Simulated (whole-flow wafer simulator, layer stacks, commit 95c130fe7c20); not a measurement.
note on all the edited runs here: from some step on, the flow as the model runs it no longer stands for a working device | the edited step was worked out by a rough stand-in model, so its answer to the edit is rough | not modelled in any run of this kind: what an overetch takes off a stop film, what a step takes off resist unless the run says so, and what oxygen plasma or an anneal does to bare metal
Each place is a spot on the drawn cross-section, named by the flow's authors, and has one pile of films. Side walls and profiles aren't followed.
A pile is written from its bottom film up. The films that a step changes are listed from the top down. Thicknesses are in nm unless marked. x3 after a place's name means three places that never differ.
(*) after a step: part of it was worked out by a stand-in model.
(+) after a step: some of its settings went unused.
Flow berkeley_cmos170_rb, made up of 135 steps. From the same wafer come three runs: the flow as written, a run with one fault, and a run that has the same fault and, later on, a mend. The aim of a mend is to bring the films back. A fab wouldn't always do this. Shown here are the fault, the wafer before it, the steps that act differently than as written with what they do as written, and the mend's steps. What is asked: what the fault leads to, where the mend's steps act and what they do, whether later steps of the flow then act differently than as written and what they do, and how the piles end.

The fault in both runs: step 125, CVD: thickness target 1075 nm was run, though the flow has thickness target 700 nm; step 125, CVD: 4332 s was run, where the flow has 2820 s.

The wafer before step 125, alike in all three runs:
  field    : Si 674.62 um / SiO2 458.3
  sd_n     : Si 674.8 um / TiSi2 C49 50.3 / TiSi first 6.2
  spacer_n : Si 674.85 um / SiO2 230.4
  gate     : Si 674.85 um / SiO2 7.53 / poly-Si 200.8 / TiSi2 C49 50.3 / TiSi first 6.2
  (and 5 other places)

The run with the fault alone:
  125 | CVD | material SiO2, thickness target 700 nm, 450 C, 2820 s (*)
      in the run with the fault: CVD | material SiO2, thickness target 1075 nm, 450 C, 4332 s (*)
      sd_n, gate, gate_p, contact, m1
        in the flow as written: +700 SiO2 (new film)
        in the run with the fault: +1075 SiO2 (new film)
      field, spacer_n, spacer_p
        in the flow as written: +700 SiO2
        in the run with the fault: +1075 SiO2
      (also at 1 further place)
  Steps later in the flow that act otherwise than as written (3 other steps are not shown; they differ only slightly, by no more than 2% or 0.5 nm, whichever is larger):
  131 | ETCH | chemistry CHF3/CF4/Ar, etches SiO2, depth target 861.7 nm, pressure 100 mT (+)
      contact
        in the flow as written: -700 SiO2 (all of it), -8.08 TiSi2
        in the run with the fault: -861.7 SiO2
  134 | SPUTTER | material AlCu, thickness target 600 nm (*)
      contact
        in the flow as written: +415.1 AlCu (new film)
        in the run with the fault: +379.4 AlCu (new film)
  By the end, the piles at field, sd_n, spacer_n and 6 more depart from the flow's by more than 2% or 0.5 nm, whichever is larger.
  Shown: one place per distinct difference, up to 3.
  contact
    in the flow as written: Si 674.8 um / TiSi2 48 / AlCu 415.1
    in the run with the fault: Si 674.8 um / TiSi2 56 / SiO2 213.3 / AlCu 379.4
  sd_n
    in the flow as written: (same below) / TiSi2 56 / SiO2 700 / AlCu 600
    in the run with the fault: (same below) / TiSi2 56 / SiO2 1075 / AlCu 600
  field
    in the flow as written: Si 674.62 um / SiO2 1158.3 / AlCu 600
    in the run with the fault: Si 674.62 um / SiO2 1533.3 / AlCu 600

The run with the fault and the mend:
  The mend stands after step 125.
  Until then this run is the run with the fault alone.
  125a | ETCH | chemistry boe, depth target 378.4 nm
      field, sd_n, spacer_n and 6 more
        -378.4 SiO2
  Every later step of the flow that is run acts as written, at every place that is followed, to within 2% or 0.5 nm, whichever is larger.
  At the end the piles are close to the flow's at the places that both follow, differing by at most 2% or 0.5 nm, whichever is larger.
